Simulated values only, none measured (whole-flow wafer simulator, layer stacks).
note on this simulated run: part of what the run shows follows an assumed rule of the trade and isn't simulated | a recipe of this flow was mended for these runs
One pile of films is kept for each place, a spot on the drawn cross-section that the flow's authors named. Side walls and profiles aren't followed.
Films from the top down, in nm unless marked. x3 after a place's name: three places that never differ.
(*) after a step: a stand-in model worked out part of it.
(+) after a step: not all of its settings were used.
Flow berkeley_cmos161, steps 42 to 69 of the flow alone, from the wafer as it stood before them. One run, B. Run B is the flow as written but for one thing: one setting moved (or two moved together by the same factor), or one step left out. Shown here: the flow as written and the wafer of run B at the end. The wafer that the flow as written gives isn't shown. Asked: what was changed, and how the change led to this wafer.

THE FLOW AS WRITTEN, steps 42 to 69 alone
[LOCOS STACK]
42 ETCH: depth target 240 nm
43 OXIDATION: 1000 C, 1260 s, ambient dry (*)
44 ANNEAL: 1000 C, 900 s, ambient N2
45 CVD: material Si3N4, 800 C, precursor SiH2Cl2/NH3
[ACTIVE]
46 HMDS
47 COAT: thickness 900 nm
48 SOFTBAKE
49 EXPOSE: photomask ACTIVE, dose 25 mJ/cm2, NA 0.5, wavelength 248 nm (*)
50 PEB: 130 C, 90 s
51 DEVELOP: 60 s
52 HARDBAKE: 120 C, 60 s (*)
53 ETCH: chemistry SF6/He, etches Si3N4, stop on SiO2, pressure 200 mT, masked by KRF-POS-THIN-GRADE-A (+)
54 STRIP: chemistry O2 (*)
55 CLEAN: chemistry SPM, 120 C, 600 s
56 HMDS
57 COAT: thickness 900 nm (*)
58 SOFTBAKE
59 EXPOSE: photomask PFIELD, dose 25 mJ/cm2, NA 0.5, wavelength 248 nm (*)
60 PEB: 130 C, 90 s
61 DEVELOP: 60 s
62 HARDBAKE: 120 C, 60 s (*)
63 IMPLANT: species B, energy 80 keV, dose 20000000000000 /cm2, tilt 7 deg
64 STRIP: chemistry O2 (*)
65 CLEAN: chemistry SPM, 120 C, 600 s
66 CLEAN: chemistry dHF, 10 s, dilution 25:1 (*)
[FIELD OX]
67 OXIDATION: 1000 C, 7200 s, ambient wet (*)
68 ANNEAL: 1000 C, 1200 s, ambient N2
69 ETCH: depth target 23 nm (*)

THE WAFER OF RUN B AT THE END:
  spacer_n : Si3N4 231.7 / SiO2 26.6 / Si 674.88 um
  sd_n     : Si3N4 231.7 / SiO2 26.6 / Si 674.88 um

The cause: step 45, CVD: 823 C was run, where the flow has 800 C.

How the change led to this, step by step:
  45 CVD: material Si3N4, 800 C, precursor SiH2Cl2/NH3
      field, sd_n, spacer_n and 6 more: Si3N4 +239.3 (new film) (as written it would be: Si3N4 +194.4 (new film))
  53 ETCH: chemistry SF6/He, etches Si3N4, stop on SiO2, pressure 200 mT, masked by KRF-POS-THIN-GRADE-A (+)
      sd_n, spacer_n, gate_n, sd_p, spacer_p, gate_p, contact, m1: KrF-resist -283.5 (as written it would be: KrF-resist -234.7)
      field: Si3N4 -239.3 (all of it), SiO2 -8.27 (as written it would be: Si3N4 -194.4 (all of it), SiO2 -8.27)
  54 STRIP: chemistry O2 (*)
      sd_n, spacer_n, gate_n, sd_p, spacer_p, gate_p, contact, m1: KrF-resist -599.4 (all of it) (as written it would be: KrF-resist -648.2 (all of it))
  57 COAT: thickness 900 nm (*)
      sd_n: KrF-resist +773.3 (new film) (as written it would be: KrF-resist +796.1 (new film))
      sd_p: KrF-resist +794.9 (new film) (as written it would be: KrF-resist +813.7 (new film))
      (and at 2 more places)
  64 STRIP: chemistry O2 (*)
      sd_n: KrF-resist -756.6 (all of it) (as written it would be: KrF-resist -779.3 (all of it))
      sd_p: KrF-resist -778.1 (all of it) (as written it would be: KrF-resist -796.9 (all of it))
      (and at 2 more places)
  67 OXIDATION: 1000 C, 7200 s, ambient wet (*)
      sd_n, sd_p: SiO2 +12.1 (new film), Si3N4 -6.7 (as written it would be: SiO2 +12.1 (new film), Si3N4 -6.7, SiO2 +0.25, Si -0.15)
